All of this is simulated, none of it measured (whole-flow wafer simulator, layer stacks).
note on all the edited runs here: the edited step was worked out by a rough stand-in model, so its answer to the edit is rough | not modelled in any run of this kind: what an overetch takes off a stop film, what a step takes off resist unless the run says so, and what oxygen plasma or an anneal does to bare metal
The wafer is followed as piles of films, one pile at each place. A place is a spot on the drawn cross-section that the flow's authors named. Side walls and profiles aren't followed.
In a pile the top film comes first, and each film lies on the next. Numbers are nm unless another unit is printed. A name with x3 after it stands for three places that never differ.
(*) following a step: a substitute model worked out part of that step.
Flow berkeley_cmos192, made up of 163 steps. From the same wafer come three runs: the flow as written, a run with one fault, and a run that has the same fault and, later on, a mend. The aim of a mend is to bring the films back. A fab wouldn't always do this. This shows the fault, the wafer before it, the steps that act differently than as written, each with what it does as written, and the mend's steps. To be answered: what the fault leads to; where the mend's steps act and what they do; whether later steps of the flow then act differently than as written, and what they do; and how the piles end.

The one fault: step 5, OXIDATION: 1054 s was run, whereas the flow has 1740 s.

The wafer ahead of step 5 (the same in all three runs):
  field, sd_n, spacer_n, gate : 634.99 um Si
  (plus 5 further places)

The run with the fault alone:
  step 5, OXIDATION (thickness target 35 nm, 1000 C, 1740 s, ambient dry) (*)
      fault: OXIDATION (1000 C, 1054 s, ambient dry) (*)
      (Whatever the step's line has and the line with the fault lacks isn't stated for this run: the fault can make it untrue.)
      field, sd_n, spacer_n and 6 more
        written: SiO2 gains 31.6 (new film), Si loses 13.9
        fault: SiO2 gains 24.2 (new film), Si loses 10.6
  Later steps of the flow acting differently than as written:
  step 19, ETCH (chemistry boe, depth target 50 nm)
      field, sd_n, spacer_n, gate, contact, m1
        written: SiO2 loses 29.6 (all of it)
        fault: SiO2 loses 22.1 (all of it)
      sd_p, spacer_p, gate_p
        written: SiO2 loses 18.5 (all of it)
        fault: SiO2 loses 11.1 (all of it)
  When the end is reached, the piles differ only a little from the flow's at the places that both follow, at most by 2% or 0.5 nm, whichever is larger.

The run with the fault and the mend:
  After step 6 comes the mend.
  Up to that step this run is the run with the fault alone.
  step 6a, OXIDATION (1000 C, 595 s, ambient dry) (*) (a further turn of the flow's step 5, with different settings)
      field, sd_n, spacer_n and 6 more
        SiO2 gains 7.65, Si loses 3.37
  Every later step of the flow that is run acts as written, at every place that is followed, to within 2% or 0.5 nm, whichever is larger.
  When the end is reached, the piles differ only a little from the flow's at the places that both follow, at most by 2% or 0.5 nm, whichever is larger.
